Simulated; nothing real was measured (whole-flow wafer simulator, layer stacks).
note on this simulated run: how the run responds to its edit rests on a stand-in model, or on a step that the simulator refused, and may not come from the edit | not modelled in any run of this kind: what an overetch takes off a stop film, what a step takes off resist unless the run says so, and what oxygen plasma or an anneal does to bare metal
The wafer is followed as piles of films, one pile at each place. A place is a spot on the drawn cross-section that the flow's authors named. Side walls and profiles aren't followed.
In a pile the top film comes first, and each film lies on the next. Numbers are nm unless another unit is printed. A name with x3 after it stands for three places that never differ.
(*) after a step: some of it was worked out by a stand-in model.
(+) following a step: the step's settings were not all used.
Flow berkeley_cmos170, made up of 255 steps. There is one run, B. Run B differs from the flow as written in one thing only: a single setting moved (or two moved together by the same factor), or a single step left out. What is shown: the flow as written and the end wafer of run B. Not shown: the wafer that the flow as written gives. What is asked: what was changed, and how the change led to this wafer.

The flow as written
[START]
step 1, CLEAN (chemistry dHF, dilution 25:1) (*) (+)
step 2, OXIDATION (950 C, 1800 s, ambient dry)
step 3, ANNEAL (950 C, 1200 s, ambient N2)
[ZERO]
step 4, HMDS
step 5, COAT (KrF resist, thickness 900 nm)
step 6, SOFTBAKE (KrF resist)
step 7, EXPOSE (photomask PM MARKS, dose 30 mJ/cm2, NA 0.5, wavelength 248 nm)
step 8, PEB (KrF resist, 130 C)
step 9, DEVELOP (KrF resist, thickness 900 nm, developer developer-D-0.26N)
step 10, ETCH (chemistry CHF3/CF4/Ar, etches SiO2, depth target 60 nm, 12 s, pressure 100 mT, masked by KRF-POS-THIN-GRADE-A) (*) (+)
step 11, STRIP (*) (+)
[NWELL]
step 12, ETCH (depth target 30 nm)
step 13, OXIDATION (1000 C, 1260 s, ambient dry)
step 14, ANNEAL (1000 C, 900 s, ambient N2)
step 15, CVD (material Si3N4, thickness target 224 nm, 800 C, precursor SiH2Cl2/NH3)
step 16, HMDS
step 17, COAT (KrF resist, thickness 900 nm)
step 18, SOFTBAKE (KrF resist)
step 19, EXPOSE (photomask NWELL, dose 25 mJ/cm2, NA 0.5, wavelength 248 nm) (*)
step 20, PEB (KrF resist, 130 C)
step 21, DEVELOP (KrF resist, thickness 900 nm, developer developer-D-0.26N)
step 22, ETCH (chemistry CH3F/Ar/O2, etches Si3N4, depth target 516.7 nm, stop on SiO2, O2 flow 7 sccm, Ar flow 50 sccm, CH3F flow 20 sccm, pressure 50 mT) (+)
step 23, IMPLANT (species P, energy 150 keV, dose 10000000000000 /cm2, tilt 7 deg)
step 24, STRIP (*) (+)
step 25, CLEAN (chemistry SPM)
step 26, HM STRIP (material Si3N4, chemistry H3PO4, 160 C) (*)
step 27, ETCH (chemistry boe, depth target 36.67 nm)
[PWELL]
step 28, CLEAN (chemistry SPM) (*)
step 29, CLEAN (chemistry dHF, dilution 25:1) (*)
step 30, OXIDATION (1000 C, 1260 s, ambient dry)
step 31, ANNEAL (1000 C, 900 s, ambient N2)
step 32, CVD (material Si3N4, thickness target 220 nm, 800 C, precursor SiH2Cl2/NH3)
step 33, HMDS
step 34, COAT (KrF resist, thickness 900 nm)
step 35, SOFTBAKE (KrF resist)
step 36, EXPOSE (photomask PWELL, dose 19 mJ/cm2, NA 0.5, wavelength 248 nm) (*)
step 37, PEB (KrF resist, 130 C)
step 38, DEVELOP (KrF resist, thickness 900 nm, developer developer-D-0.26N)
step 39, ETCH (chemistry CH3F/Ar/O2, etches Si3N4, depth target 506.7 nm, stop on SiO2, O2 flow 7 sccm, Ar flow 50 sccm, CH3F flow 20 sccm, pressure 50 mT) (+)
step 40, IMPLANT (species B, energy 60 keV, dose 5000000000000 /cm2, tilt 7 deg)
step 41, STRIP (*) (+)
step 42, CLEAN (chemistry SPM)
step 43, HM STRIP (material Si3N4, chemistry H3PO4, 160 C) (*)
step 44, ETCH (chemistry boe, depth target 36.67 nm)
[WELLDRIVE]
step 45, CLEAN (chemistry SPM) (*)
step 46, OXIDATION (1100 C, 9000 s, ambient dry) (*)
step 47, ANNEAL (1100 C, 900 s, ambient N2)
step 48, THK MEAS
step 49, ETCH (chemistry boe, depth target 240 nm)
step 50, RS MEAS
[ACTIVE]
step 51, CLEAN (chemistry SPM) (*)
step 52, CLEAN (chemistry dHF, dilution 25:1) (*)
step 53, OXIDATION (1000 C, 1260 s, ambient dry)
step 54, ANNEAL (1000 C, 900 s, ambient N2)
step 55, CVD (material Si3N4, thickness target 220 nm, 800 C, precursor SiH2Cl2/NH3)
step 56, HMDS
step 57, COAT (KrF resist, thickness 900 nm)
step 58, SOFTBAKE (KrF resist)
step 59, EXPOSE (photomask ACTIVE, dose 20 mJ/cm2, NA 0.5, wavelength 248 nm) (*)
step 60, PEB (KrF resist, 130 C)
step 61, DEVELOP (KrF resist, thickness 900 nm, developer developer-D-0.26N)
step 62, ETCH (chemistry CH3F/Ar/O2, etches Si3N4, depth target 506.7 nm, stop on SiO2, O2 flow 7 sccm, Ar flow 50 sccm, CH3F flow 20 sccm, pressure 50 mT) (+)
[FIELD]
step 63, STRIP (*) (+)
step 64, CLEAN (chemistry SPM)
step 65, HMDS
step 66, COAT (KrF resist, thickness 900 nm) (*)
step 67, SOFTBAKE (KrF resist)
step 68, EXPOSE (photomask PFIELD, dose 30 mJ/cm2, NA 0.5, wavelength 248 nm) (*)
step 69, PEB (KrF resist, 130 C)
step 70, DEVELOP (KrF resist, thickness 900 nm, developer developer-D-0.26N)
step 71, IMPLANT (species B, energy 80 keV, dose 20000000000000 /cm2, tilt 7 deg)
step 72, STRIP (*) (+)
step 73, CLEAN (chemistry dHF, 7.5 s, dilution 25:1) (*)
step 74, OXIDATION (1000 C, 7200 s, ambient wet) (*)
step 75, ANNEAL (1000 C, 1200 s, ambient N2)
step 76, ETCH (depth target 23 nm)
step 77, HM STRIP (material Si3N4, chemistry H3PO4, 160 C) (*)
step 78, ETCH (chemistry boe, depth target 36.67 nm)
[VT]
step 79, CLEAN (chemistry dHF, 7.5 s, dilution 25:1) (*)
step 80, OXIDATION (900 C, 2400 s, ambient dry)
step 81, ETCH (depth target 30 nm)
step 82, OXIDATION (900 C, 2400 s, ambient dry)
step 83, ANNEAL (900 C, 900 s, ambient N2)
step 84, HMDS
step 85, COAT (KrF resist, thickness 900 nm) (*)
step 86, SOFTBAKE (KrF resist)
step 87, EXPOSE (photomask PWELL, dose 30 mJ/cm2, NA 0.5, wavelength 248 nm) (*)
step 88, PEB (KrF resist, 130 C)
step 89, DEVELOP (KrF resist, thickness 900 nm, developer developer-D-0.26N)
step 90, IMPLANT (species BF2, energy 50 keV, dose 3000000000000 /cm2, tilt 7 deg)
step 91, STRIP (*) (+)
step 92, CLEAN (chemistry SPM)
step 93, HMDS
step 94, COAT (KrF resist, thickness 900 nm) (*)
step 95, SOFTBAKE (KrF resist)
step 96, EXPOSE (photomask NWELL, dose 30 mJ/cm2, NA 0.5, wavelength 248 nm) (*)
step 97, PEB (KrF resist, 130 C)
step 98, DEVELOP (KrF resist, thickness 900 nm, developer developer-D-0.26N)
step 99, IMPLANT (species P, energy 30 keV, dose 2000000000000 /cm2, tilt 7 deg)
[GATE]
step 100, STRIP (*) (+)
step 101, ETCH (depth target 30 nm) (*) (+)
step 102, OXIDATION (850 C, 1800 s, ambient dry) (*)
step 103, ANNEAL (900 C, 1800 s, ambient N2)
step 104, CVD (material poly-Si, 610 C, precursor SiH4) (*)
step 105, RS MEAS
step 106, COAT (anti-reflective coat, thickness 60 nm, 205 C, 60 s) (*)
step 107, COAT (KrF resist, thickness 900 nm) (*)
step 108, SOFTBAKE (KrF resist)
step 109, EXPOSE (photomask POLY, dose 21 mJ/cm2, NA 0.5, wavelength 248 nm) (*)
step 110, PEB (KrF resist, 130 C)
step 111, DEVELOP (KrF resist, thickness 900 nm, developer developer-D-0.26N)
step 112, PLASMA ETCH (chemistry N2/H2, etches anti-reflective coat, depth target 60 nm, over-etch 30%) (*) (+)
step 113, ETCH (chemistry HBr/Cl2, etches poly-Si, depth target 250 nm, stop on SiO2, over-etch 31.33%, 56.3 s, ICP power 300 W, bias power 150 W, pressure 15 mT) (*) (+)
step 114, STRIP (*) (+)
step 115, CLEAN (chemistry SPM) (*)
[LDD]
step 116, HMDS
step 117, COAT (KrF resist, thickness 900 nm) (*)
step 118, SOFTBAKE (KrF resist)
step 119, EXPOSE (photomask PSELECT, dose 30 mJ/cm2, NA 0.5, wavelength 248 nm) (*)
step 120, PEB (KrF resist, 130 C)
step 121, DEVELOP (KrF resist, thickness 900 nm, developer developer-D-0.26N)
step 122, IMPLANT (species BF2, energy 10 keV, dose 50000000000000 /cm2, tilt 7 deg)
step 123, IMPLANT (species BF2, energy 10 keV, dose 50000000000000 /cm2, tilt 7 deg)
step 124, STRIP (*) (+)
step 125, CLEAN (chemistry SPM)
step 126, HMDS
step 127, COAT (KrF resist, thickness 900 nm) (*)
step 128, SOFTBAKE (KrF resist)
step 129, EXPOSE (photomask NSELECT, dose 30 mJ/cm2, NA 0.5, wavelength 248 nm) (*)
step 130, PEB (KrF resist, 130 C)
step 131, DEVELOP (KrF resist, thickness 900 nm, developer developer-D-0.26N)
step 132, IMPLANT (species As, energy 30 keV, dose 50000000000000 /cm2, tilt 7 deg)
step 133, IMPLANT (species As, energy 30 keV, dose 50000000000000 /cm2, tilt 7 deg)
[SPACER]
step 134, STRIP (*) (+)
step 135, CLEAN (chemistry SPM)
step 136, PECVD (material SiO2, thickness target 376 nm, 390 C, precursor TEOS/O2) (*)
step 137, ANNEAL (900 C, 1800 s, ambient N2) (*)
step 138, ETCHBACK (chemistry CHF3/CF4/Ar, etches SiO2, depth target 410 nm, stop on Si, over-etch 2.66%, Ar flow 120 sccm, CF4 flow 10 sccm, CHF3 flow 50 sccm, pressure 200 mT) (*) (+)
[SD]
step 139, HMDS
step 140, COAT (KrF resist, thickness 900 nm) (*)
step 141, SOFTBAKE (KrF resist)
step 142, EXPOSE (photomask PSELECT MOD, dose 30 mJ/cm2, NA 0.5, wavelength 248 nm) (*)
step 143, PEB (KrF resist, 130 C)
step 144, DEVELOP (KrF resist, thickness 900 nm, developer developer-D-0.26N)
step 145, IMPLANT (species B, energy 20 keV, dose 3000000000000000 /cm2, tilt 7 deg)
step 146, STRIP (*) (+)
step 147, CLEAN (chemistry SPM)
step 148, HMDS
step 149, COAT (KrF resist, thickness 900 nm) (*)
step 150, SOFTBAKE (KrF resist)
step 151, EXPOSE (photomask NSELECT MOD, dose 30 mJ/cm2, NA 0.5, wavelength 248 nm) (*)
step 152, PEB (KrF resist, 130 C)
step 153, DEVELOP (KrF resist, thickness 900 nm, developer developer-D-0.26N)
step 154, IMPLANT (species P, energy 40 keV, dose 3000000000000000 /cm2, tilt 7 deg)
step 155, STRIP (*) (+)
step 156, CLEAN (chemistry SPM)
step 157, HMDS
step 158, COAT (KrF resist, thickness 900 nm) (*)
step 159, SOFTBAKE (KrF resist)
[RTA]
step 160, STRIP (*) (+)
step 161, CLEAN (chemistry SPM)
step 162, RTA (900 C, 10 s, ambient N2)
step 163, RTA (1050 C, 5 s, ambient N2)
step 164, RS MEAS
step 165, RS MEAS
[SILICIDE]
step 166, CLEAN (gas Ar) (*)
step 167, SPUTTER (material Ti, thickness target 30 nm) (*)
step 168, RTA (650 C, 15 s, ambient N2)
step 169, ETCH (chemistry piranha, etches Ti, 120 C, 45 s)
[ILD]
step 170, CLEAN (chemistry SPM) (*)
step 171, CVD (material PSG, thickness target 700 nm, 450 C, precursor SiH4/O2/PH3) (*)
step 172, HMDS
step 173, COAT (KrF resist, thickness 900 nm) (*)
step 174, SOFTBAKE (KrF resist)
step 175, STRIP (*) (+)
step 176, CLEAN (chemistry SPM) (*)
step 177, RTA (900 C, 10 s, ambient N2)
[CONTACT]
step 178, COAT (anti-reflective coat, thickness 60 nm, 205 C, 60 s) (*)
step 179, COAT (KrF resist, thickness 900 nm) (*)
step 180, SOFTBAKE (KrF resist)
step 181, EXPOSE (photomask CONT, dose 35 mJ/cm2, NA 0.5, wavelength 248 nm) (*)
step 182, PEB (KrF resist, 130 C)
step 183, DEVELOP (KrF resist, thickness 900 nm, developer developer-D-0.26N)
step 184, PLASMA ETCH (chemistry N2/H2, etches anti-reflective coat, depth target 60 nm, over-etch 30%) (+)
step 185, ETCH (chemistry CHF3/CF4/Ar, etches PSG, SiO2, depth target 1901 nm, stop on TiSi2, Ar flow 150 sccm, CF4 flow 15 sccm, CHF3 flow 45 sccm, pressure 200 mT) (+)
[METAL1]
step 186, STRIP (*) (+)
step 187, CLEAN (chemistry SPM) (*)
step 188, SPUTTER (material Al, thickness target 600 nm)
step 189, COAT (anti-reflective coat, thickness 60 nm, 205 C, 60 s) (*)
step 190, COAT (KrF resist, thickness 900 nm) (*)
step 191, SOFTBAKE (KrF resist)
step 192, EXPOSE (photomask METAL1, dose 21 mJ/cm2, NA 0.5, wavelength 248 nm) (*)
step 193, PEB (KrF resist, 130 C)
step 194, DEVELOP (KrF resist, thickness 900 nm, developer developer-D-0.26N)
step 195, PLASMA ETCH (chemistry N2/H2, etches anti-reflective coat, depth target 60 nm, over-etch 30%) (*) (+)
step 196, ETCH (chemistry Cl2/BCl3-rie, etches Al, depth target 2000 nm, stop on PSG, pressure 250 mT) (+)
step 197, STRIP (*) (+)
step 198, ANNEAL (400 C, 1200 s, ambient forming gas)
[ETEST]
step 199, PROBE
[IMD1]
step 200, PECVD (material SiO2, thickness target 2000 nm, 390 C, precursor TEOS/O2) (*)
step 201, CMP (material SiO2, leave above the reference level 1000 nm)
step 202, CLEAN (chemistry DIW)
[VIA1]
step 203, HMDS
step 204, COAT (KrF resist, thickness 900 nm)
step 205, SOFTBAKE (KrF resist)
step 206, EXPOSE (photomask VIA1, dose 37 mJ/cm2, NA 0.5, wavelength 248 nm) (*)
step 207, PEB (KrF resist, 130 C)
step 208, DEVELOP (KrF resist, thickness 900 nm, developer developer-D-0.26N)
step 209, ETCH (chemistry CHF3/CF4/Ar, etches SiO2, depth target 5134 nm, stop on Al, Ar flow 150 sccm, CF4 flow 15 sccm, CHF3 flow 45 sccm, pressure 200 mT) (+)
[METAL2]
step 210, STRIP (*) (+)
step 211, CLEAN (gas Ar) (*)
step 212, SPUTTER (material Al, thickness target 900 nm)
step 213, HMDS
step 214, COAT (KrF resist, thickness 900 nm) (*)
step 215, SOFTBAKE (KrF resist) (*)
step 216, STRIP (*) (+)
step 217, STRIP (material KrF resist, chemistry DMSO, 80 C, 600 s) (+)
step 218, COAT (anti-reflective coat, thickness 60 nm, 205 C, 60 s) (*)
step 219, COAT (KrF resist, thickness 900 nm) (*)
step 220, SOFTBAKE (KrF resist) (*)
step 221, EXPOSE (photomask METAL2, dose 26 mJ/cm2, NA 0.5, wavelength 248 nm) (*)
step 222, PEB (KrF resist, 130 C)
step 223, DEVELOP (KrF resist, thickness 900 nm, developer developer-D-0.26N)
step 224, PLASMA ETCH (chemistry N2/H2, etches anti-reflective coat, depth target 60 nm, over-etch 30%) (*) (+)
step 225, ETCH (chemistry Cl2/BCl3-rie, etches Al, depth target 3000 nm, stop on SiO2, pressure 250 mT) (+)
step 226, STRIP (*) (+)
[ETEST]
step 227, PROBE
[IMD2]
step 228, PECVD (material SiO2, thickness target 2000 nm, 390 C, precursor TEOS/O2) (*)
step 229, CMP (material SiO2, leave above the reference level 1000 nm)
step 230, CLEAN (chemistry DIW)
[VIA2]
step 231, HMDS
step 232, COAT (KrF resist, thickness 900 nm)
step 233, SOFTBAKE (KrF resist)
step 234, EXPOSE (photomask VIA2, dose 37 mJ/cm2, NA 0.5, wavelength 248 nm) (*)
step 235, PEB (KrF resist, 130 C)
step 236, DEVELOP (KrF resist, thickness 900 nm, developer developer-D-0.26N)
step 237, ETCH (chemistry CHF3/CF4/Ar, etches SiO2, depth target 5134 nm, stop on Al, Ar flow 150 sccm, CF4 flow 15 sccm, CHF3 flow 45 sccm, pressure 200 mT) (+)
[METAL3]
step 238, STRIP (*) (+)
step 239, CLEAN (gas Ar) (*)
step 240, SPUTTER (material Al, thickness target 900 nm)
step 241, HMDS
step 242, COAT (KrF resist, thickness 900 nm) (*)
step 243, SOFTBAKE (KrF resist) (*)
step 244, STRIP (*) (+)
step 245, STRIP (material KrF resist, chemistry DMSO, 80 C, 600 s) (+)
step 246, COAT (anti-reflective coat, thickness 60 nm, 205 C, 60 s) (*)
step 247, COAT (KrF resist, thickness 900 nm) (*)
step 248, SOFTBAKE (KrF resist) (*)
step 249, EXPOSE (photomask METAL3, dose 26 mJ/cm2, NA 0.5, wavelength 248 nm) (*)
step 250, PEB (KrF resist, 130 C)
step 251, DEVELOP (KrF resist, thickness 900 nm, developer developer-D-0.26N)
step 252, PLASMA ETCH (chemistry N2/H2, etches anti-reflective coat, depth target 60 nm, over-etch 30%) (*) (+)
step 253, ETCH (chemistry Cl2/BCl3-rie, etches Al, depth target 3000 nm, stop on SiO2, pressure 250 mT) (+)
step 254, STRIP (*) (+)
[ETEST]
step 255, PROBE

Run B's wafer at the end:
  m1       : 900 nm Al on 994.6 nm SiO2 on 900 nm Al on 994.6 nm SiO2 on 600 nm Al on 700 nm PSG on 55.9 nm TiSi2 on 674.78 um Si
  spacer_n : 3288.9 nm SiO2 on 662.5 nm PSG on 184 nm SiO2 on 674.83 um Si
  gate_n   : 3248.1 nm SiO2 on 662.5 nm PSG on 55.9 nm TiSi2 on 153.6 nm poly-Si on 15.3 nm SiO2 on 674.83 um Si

Cause: step 53, OXIDATION: 1200 C was run, though the flow has 1000 C.

Step by step, how the change led to this:
  step 53, OXIDATION (1000 C, 1260 s, ambient dry)
      field, sd_n, spacer_n and 9 more: +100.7 SiO2 (new film), -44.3 Si (as written it would have been: +26.6 SiO2 (new film), -11.7 Si)
  step 74, OXIDATION (1000 C, 7200 s, ambient wet) (*)
      sd_n, sd_p: +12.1 SiO2 (new film), -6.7 Si3N4 (as written it would have been: +12.1 SiO2 (new film), -6.7 Si3N4, +0.07 SiO2, -0.07 Si)
      field: +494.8 SiO2, -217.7 Si (as written it would have been: +542 SiO2, -238.5 Si)
  step 78, ETCH (chemistry boe, depth target 36.67 nm)
      sd_n, spacer_n, gate_n and 8 more: -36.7 SiO2 (as written it would have been: -24.6 SiO2 (all of it))
  step 79, CLEAN (chemistry dHF, 7.5 s, dilution 25:1) (*)
      sd_n, spacer_n, gate_n and 8 more: -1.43 SiO2 (as written it would have been: nothing)
  step 80, OXIDATION (900 C, 2400 s, ambient dry)
      sd_n, spacer_n, gate_n and 8 more: +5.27 SiO2, -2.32 Si (as written it would have been: +14.9 SiO2 (new film), -6.57 Si)
  step 81, ETCH (depth target 30 nm)
      sd_n, spacer_n, gate_n and 8 more: -30 SiO2 (as written it would have been: -14.9 SiO2 (all of it))
  step 82, OXIDATION (900 C, 2400 s, ambient dry)
      sd_n, spacer_n, gate_n and 8 more: +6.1 SiO2, -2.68 Si (as written it would have been: +14.9 SiO2 (new film), -6.57 Si)
  step 101, ETCH (depth target 30 nm) (*) (+)
      sd_n, spacer_n, gate_n and 8 more: -30 SiO2 (as written it would have been: -14.9 SiO2 (all of it))
  step 102, OXIDATION (850 C, 1800 s, ambient dry) (*)
      sd_n, spacer_n, gate_n and 8 more: +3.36 SiO2, -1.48 Si (as written it would have been: +7.48 SiO2 (new film), -3.29 Si)
  step 106, COAT (anti-reflective coat, thickness 60 nm, 205 C, 60 s) (*)
      sd_n: +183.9 anti-reflective coat (new film) (as written it would have been: +158.6 anti-reflective coat (new film))
      spacer_n: +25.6 anti-reflective coat (new film) (as written it would have been: +31.5 anti-reflective coat (new film))
      (and at 8 other places as well)
  step 107, COAT (KrF resist, thickness 900 nm) (*)
      spacer_n: +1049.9 KrF resist (new film) (as written it would have been: +1024.8 KrF resist (new film))
      gate_n: +1052.5 KrF resist (new film) (as written it would have been: +1027.4 KrF resist (new film))
  step 111, DEVELOP (KrF resist, thickness 900 nm, developer developer-D-0.26N)
      spacer_n: -1048.2 KrF resist (all of it) (as written it would have been: -1023.1 KrF resist (all of it))
  step 112, PLASMA ETCH (chemistry N2/H2, etches anti-reflective coat, depth target 60 nm, over-etch 30%) (*) (+)
      field: -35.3 anti-reflective coat (all of it), -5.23 poly-Si (as written it would have been: -34.7 anti-reflective coat (all of it), -4.4 poly-Si)
      sd_n: -183.9 anti-reflective coat (all of it), -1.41 poly-Si (as written it would have been: -158.6 anti-reflective coat (all of it), -1.22 poly-Si)
      (and at 8 other places as well)
  step 114, STRIP (*) (+)
      gate_n: +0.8 chemical SiO2 (new film), -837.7 KrF resist (all of it), -21 anti-reflective coat (all of it), -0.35 poly-Si (as written it would have been: +0.8 chemical SiO2 (new film), -812.6 KrF resist (all of it), -27.3 anti-reflective coat (all of it), -0.35 poly-Si)
      gate_p: +0.8 chemical SiO2 (new film), -796.2 KrF resist (all of it), -26.5 anti-reflective coat (all of it), -0.35 poly-Si (as written it would have been: +0.8 chemical SiO2 (new film), -782.1 KrF resist (all of it), -29.6 anti-reflective coat (all of it), -0.35 poly-Si)
  step 138, ETCHBACK (chemistry CHF3/CF4/Ar, etches SiO2, depth target 410 nm, stop on Si, over-etch 2.66%, Ar flow 120 sccm, CF4 flow 10 sccm, CHF3 flow 50 sccm, pressure 200 mT) (*) (+)
      sd_n, sd_p, contact, m1, via1, m2, via2: -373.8 SiO2 (all of it) (as written it would have been: -366 SiO2 (all of it))
  step 140, COAT (KrF resist, thickness 900 nm) (*)
      sd_n: +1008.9 KrF resist (new film) (as written it would have been: +985.6 KrF resist (new film))
  ... 14 other steps ...
  step 201, CMP (material SiO2, leave above the reference level 1000 nm)
      field: -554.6 SiO2 (as written it would have been: -517 SiO2)
